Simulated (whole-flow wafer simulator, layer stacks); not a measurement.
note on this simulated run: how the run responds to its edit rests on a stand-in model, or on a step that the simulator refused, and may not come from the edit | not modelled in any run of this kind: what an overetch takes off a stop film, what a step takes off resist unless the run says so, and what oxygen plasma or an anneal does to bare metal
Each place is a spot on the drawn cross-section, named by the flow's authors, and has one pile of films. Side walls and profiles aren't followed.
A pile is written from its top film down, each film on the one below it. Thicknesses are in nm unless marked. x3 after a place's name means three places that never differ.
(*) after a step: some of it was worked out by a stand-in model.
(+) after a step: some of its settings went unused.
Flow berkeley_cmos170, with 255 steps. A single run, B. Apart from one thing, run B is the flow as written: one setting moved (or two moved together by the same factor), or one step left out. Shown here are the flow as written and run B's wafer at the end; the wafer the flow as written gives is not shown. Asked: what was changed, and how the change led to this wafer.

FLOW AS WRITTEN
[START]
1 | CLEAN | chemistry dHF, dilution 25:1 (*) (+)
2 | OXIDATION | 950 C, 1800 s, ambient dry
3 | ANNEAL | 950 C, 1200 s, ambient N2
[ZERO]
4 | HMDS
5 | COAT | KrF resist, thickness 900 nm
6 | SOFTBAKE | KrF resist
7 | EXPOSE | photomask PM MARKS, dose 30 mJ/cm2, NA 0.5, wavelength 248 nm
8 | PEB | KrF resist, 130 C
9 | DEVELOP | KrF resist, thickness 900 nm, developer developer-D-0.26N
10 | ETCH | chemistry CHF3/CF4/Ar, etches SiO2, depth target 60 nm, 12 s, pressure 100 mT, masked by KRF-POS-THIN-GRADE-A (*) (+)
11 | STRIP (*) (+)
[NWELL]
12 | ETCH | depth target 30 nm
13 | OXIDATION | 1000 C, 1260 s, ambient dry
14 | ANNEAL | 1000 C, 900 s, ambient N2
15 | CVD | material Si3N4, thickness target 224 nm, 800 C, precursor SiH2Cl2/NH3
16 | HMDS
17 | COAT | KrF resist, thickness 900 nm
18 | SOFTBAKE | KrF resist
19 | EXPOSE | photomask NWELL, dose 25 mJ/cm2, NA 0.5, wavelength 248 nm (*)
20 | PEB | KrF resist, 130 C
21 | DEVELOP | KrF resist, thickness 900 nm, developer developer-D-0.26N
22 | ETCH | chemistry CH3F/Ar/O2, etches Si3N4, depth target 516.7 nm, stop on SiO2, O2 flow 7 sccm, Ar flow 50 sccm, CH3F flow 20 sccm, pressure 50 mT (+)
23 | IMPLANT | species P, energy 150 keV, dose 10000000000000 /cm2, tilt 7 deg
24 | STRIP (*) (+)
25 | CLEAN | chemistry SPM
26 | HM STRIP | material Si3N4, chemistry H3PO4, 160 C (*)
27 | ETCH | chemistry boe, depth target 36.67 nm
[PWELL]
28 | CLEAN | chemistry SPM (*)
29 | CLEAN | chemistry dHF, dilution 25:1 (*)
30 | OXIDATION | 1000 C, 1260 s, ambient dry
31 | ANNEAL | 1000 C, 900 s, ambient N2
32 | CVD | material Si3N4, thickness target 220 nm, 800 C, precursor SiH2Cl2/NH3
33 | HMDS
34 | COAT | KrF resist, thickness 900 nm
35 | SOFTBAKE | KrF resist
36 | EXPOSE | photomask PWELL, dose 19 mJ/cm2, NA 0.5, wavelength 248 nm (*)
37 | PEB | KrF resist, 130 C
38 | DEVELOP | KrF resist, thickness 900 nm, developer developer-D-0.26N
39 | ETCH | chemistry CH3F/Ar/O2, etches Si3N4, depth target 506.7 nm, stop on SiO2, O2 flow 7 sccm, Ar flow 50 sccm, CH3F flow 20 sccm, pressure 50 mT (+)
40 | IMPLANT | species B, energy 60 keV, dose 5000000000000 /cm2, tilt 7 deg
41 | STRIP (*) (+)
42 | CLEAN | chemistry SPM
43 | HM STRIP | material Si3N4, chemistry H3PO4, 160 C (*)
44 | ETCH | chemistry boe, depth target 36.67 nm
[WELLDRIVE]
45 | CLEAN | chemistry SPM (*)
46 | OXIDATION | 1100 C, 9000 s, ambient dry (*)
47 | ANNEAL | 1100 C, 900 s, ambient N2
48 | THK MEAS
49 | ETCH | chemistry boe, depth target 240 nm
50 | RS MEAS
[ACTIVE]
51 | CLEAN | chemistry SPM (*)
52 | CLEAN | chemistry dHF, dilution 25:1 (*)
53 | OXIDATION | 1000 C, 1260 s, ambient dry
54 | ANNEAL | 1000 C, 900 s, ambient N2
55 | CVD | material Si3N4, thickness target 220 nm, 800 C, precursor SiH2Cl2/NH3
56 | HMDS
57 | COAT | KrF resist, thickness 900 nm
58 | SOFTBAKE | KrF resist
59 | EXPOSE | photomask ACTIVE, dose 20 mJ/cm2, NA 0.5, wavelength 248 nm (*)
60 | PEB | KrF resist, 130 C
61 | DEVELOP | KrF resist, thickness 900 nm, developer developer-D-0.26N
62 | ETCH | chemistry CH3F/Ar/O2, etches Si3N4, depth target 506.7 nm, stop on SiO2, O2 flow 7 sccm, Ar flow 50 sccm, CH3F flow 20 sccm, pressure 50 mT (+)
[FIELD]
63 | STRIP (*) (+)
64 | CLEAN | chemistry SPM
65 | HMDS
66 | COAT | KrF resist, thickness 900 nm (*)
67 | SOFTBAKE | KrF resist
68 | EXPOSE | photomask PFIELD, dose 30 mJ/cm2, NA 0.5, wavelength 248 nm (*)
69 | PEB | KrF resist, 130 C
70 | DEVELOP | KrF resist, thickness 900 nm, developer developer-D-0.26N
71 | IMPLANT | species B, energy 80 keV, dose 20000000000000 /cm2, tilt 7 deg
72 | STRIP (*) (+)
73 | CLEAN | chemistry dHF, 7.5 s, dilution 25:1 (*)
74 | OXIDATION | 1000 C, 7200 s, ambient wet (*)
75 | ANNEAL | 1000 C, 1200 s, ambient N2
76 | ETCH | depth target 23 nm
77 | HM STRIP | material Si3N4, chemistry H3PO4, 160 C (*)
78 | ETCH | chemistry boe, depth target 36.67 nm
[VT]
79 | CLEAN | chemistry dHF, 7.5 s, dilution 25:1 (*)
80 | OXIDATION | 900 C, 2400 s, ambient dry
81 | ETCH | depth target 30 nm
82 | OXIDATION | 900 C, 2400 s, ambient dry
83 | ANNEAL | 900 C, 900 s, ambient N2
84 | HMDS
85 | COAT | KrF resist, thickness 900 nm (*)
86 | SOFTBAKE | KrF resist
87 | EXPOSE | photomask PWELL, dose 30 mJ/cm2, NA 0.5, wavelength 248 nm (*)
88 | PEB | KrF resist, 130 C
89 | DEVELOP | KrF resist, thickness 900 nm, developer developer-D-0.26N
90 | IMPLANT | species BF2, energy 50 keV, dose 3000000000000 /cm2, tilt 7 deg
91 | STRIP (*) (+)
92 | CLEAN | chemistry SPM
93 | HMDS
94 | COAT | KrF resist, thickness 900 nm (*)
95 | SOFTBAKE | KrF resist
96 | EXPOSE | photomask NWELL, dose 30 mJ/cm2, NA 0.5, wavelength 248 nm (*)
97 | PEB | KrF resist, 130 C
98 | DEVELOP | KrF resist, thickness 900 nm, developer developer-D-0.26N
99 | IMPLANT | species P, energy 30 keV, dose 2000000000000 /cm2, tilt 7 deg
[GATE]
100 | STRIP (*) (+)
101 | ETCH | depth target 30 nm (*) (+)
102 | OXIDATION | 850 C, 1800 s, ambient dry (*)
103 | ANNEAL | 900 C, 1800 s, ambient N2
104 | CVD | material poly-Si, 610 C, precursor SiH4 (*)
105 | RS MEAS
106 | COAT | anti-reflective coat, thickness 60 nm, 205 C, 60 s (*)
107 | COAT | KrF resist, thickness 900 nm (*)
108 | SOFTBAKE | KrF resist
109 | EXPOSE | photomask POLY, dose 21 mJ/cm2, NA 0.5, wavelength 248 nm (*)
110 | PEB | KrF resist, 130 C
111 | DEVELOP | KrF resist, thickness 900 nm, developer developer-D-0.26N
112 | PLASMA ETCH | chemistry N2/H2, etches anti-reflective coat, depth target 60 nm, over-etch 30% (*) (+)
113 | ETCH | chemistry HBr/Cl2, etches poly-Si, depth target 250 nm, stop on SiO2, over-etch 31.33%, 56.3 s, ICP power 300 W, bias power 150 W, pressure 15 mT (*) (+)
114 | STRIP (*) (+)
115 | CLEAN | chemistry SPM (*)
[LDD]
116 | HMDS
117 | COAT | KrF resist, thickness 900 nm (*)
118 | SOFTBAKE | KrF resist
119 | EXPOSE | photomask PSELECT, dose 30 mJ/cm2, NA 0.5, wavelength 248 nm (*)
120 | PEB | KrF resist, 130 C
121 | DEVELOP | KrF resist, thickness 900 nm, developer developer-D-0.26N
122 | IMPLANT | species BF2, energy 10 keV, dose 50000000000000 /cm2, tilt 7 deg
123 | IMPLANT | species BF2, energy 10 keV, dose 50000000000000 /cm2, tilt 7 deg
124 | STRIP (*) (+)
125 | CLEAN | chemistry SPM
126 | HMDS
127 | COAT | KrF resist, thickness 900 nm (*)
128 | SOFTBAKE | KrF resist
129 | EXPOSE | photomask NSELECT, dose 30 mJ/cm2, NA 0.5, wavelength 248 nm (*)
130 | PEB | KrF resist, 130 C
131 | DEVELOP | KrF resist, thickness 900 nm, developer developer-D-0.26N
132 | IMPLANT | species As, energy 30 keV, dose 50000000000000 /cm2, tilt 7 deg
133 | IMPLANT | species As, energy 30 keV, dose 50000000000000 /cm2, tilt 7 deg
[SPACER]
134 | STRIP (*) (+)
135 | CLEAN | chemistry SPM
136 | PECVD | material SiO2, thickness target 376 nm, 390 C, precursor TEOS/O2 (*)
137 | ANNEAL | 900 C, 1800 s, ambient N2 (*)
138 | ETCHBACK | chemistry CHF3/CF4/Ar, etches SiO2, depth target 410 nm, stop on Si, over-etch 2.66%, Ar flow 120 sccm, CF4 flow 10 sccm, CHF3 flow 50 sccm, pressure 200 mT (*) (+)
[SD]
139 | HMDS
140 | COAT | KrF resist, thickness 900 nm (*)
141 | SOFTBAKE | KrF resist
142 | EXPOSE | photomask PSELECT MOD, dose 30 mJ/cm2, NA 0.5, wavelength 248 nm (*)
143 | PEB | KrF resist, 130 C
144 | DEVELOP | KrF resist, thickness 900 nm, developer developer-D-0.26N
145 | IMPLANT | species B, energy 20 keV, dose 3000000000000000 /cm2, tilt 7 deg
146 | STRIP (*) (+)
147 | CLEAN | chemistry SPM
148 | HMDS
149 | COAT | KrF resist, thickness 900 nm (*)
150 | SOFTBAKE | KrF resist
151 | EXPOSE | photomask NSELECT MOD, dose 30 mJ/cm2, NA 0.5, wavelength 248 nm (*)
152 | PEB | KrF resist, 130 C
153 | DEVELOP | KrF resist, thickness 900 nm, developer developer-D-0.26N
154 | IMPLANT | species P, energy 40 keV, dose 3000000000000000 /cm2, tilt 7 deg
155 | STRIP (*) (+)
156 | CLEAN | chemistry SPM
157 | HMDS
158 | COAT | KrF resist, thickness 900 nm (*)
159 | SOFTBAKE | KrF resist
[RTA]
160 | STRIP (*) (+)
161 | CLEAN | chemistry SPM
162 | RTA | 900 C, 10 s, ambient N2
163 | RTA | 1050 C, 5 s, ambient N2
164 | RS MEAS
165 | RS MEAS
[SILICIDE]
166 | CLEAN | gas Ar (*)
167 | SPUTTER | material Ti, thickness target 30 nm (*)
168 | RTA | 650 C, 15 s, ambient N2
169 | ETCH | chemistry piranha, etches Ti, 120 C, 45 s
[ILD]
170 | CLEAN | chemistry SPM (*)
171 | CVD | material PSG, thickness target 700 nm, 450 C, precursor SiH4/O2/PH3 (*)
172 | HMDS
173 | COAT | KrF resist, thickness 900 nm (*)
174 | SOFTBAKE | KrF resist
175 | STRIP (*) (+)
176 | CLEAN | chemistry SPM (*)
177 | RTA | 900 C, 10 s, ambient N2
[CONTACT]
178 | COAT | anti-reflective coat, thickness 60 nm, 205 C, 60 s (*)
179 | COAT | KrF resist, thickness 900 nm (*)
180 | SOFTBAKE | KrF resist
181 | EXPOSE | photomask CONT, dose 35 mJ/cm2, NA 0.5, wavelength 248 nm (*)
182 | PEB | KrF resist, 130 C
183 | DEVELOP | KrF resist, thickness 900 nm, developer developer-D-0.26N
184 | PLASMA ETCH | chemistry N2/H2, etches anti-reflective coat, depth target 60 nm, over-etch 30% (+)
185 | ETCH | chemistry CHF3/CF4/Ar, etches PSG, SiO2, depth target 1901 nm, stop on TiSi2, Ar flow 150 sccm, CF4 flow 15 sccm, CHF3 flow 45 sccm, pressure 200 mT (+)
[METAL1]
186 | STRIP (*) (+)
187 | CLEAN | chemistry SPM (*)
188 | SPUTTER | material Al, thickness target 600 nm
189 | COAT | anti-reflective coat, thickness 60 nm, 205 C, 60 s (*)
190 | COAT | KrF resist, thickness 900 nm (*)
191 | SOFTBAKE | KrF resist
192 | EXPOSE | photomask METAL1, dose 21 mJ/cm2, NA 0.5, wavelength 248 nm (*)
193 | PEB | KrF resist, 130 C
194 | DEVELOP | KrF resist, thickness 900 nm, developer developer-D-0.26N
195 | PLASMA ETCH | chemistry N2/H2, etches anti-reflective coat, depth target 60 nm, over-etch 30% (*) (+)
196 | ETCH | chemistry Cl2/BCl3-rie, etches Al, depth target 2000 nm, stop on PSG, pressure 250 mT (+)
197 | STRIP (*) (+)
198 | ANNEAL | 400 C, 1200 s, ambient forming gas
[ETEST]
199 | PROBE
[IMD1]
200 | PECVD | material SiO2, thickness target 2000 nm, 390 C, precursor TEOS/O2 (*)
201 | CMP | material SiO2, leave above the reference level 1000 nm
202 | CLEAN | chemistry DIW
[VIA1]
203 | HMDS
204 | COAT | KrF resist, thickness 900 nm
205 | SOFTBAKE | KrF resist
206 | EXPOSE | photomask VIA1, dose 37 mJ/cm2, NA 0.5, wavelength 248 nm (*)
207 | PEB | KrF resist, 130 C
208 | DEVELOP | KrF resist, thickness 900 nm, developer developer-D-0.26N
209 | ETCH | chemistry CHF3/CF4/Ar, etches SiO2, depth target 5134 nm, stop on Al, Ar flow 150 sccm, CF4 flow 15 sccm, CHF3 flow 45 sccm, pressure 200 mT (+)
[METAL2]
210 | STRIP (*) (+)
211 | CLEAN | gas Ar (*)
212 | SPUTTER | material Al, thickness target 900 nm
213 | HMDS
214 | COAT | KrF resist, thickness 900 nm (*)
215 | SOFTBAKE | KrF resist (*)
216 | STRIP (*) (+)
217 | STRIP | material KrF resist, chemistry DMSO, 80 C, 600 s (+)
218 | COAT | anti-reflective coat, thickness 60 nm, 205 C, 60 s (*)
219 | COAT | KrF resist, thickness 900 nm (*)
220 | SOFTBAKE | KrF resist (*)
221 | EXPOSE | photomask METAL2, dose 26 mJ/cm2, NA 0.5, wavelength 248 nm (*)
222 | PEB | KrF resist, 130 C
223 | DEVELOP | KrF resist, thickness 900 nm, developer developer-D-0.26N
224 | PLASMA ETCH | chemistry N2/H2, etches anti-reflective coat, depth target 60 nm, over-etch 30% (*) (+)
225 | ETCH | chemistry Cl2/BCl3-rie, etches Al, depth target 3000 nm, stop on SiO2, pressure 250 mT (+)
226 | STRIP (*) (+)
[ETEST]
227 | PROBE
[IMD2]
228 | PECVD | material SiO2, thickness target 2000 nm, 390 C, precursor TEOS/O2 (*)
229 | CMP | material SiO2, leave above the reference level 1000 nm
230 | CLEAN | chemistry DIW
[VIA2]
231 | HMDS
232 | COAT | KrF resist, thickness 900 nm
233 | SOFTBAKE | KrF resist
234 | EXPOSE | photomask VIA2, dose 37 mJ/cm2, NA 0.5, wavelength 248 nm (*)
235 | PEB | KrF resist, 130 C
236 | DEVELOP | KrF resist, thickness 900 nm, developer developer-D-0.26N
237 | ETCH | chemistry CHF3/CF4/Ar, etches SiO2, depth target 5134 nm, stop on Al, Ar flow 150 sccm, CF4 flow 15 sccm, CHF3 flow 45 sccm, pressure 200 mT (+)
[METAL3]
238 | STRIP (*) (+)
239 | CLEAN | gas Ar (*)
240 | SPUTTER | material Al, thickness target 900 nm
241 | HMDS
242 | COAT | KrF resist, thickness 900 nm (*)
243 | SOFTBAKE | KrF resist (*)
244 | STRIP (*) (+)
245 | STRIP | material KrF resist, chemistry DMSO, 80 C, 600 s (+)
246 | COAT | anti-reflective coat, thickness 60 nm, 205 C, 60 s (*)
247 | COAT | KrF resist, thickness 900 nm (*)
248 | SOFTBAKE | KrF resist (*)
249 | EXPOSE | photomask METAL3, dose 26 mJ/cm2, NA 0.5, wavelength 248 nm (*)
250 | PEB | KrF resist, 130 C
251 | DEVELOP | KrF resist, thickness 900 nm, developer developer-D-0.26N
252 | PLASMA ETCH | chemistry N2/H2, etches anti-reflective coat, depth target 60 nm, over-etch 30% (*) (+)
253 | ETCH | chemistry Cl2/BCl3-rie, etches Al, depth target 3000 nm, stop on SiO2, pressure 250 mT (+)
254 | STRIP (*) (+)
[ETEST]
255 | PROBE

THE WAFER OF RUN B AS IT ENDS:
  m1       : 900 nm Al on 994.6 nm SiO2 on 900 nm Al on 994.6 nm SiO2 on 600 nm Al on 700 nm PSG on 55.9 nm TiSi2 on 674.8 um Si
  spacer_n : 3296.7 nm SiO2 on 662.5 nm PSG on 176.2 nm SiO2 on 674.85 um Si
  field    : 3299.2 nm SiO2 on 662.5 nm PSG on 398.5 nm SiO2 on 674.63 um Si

The reason: step 81, ETCH: depth target 12 nm was run, though the flow has depth target 30 nm.

Step by step, how the change led to this:
  81 | ETCH | depth target 30 nm
      sd_n, spacer_n, gate_n and 8 more: -12 SiO2 (as written it would have been: -14.9 SiO2 (all of it))
      field: -12 SiO2 (as written it would have been: -30 SiO2)
  82 | OXIDATION | 900 C, 2400 s, ambient dry
      sd_n, spacer_n, gate_n and 8 more: +12.4 SiO2, -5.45 Si (as written it would have been: +14.9 SiO2 (new film), -6.57 Si)
  106 | COAT | anti-reflective coat, thickness 60 nm, 205 C, 60 s (*)
      field: +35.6 anti-reflective coat (new film) (as written it would have been: +34.7 anti-reflective coat (new film))
      sd_n: +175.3 anti-reflective coat (new film) (as written it would have been: +158.6 anti-reflective coat (new film))
      (and at 7 other places as well)
  112 | PLASMA ETCH | chemistry N2/H2, etches anti-reflective coat, depth target 60 nm, over-etch 30% (*) (+)
      field: -35.6 anti-reflective coat (all of it), -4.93 poly-Si (as written it would have been: -34.7 anti-reflective coat (all of it), -4.4 poly-Si)
      sd_n: -175.3 anti-reflective coat (all of it), -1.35 poly-Si (as written it would have been: -158.6 anti-reflective coat (all of it), -1.22 poly-Si)
      (and at 8 other places as well)
  114 | STRIP (*) (+)
      gate_n: +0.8 chemical SiO2 (new film), -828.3 KrF resist (all of it), -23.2 anti-reflective coat (all of it), -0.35 poly-Si (as written it would have been: +0.8 chemical SiO2 (new film), -812.6 KrF resist (all of it), -27.3 anti-reflective coat (all of it), -0.35 poly-Si)
      gate_p: +0.8 chemical SiO2 (new film), -790.7 KrF resist (all of it), -27.5 anti-reflective coat (all of it), -0.35 poly-Si (as written it would have been: +0.8 chemical SiO2 (new film), -782.1 KrF resist (all of it), -29.6 anti-reflective coat (all of it), -0.35 poly-Si)
  178 | COAT | anti-reflective coat, thickness 60 nm, 205 C, 60 s (*)
      sd_n: +145.8 anti-reflective coat (new film) (as written it would have been: +135.1 anti-reflective coat (new film))
      m2: +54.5 anti-reflective coat (new film) (as written it would have been: +56.7 anti-reflective coat (new film))
  186 | STRIP (*) (+)
      sd_n: -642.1 KrF resist (all of it), -145.8 anti-reflective coat (all of it) (as written it would have been: -643.8 KrF resist (all of it), -135.1 anti-reflective coat (all of it))
      m2: -695.3 KrF resist (all of it), -54.5 anti-reflective coat (all of it) (as written it would have been: -689 KrF resist (all of it), -56.7 anti-reflective coat (all of it))
  189 | COAT | anti-reflective coat, thickness 60 nm, 205 C, 60 s (*)
      gate_n: +49.2 anti-reflective coat (new film) (as written it would have been: +48 anti-reflective coat (new film))
      sd_p: +89.1 anti-reflective coat (new film) (as written it would have been: +86.5 anti-reflective coat (new film))
      (and at 2 other places as well)
  195 | PLASMA ETCH | chemistry N2/H2, etches anti-reflective coat, depth target 60 nm, over-etch 30% (*) (+)
      contact, m1, via1, m2, via2: -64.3 KrF resist (as written it would have been: -62.5 KrF resist)
      gate_n: -49.2 anti-reflective coat (all of it) (as written it would have been: -48 anti-reflective coat (all of it))
      (and at 2 other places as well)
  197 | STRIP (*) (+)
      m2: -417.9 KrF resist (all of it), -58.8 anti-reflective coat (all of it) (as written it would have been: -412.9 KrF resist (all of it), -61.1 anti-reflective coat (all of it))
  201 | CMP | material SiO2, leave above the reference level 1000 nm
      field: -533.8 SiO2 (as written it would have been: -517 SiO2)
